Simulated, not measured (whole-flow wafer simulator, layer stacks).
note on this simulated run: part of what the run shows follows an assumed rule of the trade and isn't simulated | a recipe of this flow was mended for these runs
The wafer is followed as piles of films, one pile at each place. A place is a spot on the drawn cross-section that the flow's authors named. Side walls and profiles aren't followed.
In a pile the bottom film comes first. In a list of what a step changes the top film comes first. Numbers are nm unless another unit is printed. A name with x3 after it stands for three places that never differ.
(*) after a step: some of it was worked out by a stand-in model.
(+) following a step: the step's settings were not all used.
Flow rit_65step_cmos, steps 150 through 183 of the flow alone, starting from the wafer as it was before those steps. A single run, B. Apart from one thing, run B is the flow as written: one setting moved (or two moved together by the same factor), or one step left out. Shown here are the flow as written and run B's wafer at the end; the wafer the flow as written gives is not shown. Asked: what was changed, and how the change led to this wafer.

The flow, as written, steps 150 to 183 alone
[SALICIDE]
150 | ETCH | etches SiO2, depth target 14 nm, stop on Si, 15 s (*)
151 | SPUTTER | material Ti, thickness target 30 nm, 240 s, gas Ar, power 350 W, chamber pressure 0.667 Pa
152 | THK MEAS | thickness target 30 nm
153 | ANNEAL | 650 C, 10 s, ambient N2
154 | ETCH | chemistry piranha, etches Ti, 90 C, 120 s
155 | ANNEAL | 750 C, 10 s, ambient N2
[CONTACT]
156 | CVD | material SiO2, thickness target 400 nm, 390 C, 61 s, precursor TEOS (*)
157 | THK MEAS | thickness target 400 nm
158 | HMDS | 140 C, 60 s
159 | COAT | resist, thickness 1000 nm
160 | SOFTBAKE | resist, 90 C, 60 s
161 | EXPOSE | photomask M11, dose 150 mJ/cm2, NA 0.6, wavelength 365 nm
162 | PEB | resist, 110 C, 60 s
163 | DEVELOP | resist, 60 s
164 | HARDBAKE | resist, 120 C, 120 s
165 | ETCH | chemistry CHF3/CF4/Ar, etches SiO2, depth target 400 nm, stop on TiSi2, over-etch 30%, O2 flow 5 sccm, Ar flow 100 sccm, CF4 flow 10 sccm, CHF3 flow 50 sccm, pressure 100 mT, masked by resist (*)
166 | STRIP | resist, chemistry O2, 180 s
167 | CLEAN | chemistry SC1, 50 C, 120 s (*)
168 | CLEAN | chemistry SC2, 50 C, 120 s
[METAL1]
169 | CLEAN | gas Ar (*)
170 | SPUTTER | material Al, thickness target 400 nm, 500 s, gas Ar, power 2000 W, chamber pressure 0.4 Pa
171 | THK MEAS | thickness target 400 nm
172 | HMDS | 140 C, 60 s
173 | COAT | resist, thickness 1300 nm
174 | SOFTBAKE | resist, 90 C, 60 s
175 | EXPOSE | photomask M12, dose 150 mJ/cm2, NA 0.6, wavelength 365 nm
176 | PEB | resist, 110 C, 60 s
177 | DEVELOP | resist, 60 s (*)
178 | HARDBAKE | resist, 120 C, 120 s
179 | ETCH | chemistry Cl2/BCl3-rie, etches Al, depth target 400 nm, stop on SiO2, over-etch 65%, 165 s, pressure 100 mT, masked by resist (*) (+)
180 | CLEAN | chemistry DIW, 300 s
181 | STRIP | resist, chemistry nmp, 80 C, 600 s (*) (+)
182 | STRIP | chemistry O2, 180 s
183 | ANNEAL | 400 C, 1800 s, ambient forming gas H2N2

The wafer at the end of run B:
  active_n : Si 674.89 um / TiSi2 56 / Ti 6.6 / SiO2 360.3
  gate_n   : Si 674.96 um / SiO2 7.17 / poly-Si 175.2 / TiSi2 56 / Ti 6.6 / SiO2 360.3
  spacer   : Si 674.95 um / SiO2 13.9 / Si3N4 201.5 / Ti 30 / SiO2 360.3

Cause: step 154, ETCH: chemistry piranha, etches Ti, 90 C, 120 s, was skipped.

Step by step, how the change led to this:
  156 | CVD | material SiO2, thickness target 400 nm, 390 C, 61 s, precursor TEOS (*)
      field, field_pw, field_nw, field_p: +400 SiO2 (new film) (as written it would have been: +400 SiO2)
  159 | COAT | resist, thickness 1000 nm
      spacer_p: +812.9 resist (new film) (as written it would have been: +829.5 resist (new film))
  162 | PEB | resist, 110 C, 60 s
      spacer_p: -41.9 resist (as written it would have been: -42.8 resist)
  164 | HARDBAKE | resist, 120 C, 120 s
      spacer, spacer_p: -25.9 resist (as written it would have been: -26.5 resist)
  165 | ETCH | chemistry CHF3/CF4/Ar, etches SiO2, depth target 400 nm, stop on TiSi2, over-etch 30%, O2 flow 5 sccm, Ar flow 100 sccm, CF4 flow 10 sccm, CHF3 flow 50 sccm, pressure 100 mT, masked by resist (*)
      contact: -400 SiO2 (all of it), -6.6 Ti (all of it), -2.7 TiSi2 (as written it would have been: -400 SiO2 (all of it), -6 TiSi2)
  166 | STRIP | resist, chemistry O2, 180 s
      spacer: -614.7 resist (all of it) (as written it would have been: -629.7 resist (all of it))
      spacer_p: -615.1 resist (all of it) (as written it would have been: -630.2 resist (all of it))
If metal films that touch count as one body, active_n has 1 body; the flow as written gives 0 bodies.
If metal films that touch count as one body, gate_n has 1 body; the flow as written gives 0 bodies.
If metal films that touch count as one body, spacer has 1 body; the flow as written gives 0 bodies.
